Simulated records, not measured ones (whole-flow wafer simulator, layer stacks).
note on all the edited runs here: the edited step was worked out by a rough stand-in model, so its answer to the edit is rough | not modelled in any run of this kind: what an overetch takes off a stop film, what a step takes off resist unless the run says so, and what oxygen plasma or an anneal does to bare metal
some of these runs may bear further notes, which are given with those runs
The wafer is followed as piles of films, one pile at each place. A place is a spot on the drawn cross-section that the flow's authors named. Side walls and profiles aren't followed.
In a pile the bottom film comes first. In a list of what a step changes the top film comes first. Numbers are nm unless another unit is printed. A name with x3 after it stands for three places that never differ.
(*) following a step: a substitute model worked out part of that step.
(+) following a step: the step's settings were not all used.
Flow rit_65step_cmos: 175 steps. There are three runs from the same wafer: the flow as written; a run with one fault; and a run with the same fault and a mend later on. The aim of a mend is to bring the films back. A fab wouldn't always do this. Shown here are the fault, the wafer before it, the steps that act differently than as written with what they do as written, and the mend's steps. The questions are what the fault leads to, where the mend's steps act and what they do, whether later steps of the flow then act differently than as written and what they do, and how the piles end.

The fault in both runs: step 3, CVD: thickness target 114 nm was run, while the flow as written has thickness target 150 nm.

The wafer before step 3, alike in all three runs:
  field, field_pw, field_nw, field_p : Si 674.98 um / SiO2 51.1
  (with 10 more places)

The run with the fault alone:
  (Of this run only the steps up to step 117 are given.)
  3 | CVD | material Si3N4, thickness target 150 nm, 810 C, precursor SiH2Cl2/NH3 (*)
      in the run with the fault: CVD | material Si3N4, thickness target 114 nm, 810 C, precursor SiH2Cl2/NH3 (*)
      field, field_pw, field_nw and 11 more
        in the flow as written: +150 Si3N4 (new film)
        in the run with the fault: +114 Si3N4 (new film)
  Steps later in the flow that act otherwise than as written (not shown: 36 more steps that differ only slightly, by at most 2% or 0.5 nm, whichever is larger):
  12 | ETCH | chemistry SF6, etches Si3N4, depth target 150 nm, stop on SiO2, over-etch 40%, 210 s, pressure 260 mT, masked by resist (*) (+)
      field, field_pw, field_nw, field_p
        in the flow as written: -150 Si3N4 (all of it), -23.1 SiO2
        in the run with the fault: -114 Si3N4 (all of it), -36.9 SiO2
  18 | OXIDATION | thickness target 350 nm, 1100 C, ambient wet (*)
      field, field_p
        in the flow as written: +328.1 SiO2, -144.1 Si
        in the run with the fault: +339.2 SiO2, -149 Si
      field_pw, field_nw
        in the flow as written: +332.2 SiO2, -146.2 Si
        in the run with the fault: +342.7 SiO2, -150.8 Si
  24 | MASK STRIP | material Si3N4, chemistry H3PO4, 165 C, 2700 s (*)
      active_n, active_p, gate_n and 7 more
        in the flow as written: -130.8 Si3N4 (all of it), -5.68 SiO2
        in the run with the fault: -94.8 Si3N4 (all of it), -7.05 SiO2
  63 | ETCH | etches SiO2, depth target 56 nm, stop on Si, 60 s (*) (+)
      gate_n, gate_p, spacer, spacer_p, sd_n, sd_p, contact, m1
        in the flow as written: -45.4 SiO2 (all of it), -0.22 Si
        in the run with the fault: -44.1 SiO2 (all of it), -0.24 Si
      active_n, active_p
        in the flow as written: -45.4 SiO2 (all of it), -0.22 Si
        in the run with the fault: -44 SiO2 (all of it), -0.25 Si
  After step 117 the piles are close to the flow's at the places that both follow, differing by at most 2% or 0.5 nm, whichever is larger.

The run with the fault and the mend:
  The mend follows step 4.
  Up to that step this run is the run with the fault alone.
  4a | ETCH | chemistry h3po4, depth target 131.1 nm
      field, field_pw, field_nw and 11 more
        -114 Si3N4 (all of it)
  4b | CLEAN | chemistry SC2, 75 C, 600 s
      leaves every film unchanged at each place that is followed
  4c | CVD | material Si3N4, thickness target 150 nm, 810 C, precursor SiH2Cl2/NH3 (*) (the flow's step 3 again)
      field, field_pw, field_nw and 11 more
        +150 Si3N4 (new film)
  Every later step of the flow that is run acts as written at every place that is followed.
  At every place that both follow, the piles at the end match the flow's.
